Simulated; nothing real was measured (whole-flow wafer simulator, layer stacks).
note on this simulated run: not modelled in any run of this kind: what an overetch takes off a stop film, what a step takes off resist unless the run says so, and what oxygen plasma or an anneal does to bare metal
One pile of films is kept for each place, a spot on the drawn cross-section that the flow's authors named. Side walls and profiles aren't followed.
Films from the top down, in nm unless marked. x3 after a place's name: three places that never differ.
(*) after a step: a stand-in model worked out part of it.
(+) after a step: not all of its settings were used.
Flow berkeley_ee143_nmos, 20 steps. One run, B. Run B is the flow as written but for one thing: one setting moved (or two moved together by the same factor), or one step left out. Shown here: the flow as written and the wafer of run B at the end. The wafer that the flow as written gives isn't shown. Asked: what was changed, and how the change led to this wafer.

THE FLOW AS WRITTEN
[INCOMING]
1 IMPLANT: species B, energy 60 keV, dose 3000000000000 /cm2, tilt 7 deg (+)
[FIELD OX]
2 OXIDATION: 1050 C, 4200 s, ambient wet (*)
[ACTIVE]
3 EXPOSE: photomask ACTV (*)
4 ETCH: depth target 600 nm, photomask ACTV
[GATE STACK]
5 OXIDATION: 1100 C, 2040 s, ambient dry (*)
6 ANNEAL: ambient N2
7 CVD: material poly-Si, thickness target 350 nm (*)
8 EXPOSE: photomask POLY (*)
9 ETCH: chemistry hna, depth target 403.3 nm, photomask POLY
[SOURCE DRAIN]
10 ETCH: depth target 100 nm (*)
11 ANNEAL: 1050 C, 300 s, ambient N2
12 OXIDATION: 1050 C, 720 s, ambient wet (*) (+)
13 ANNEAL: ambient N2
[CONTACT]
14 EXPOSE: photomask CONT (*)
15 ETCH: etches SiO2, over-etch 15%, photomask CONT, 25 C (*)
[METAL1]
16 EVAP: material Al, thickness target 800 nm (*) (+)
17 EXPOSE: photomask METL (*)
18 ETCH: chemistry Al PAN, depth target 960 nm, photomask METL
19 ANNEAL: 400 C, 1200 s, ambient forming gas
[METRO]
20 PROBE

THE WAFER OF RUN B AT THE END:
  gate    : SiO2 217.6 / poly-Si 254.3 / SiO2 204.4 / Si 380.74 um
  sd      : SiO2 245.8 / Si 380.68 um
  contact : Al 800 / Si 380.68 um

The cause: step 4, ETCH: depth target 390 nm was run, where the flow has depth target 600 nm.

How the change led to this, step by step:
  4 ETCH: depth target 600 nm, photomask ACTV
      gate, sd, contact: SiO2 -390 (as written it would be: SiO2 -566.4 (all of it))
  5 OXIDATION: 1100 C, 2040 s, ambient dry (*)
      gate, sd, contact: SiO2 +28, Si -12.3 (as written it would be: SiO2 +79.7 (new film), Si -35.1)
  10 ETCH: depth target 100 nm (*)
      sd, contact: SiO2 -100 (as written it would be: SiO2 -79.7 (all of it))
  12 OXIDATION: 1050 C, 720 s, ambient wet (*) (+)
      sd, contact: SiO2 +141.4, Si -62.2 (as written it would be: SiO2 +189.4 (new film), Si -83.4)
  15 ETCH: etches SiO2, over-etch 15%, photomask CONT, 25 C (*)
      contact: SiO2 -245.8 (all of it) (as written it would be: SiO2 -189.4 (all of it))
